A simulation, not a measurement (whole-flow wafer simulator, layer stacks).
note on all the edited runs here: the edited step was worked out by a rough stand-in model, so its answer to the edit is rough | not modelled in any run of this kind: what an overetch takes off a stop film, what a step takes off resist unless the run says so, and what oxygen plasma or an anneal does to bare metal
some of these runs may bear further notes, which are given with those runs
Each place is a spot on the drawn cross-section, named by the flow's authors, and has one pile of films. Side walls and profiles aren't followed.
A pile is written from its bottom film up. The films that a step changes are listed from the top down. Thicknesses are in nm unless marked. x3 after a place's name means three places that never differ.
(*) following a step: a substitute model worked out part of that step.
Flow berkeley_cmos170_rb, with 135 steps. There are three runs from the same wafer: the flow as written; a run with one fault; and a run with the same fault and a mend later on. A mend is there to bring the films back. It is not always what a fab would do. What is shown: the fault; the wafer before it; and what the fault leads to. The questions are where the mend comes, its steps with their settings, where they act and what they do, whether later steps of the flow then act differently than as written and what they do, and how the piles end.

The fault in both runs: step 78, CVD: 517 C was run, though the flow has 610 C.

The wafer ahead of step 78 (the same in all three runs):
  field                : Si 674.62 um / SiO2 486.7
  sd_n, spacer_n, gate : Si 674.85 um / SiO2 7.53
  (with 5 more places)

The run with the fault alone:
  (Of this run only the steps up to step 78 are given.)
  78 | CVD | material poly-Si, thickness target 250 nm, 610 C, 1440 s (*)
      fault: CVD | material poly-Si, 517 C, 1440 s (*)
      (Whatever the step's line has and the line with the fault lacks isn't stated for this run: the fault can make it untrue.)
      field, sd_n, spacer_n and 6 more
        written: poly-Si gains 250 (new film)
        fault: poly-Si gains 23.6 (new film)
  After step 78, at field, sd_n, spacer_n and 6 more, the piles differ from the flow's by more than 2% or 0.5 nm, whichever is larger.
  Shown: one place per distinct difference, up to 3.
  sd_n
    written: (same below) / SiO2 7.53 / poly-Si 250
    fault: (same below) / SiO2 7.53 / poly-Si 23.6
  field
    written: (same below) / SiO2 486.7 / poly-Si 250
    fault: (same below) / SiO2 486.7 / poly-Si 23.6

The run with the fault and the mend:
  The mend follows step 78.
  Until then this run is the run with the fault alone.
  78a | ETCH | chemistry tmah, depth target 27.13 nm
      field, sd_n, spacer_n and 6 more
        poly-Si loses 23.6 (all of it)
  78b | CLEAN (*) (the flow's step 74 again)
      does not change any film at any place that is followed
  78c | CVD | material poly-Si, thickness target 250 nm, 610 C, 1440 s (*) (the flow's step 78 again)
      field, sd_n, spacer_n and 6 more
        poly-Si gains 250 (new film)
  Every later step of the flow that is run acts as written, at every place that is followed, to within 2% or 0.5 nm, whichever is larger.
  At every place that both follow, the piles at the end match the flow's.
